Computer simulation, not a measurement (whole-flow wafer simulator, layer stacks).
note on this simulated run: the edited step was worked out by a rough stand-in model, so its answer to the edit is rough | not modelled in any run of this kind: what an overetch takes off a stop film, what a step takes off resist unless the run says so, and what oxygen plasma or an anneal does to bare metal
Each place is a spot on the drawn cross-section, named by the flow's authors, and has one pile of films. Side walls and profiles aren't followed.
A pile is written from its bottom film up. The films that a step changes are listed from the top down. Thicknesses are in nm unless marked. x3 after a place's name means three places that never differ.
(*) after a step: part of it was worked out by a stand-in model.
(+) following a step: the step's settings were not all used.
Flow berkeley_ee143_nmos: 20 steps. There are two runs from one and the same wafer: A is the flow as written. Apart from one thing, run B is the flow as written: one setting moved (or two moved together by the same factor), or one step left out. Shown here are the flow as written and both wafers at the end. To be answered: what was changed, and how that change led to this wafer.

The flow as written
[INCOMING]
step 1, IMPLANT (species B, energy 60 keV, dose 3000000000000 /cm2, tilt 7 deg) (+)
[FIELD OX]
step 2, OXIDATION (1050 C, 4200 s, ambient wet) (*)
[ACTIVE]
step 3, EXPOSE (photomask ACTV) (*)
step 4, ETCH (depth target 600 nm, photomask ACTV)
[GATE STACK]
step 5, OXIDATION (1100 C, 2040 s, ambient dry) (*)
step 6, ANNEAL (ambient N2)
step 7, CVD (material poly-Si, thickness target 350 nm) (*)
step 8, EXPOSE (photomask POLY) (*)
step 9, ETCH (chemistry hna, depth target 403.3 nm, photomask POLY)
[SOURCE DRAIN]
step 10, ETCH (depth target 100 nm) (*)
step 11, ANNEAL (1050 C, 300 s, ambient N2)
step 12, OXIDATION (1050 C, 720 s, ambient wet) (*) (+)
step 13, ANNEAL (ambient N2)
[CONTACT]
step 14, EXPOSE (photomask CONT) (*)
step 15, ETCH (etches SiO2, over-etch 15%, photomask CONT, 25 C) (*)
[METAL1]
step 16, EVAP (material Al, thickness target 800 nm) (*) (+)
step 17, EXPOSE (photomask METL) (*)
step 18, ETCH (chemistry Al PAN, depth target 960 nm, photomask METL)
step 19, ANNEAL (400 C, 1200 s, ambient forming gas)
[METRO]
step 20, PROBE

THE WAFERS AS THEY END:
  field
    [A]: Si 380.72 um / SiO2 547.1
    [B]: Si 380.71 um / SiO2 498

The reason: step 10, ETCH: depth target 155 nm was run, while the flow as written has depth target 100 nm.

Step by step, how the change led to this:
  step 10, ETCH (depth target 100 nm) (*)
      field: A SiO2 loses 100 | B SiO2 loses 155
  step 12, OXIDATION (1050 C, 720 s, ambient wet) (*) (+)
      field: A SiO2 gains 69.1, Si loses 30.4 | B SiO2 gains 75, Si loses 33
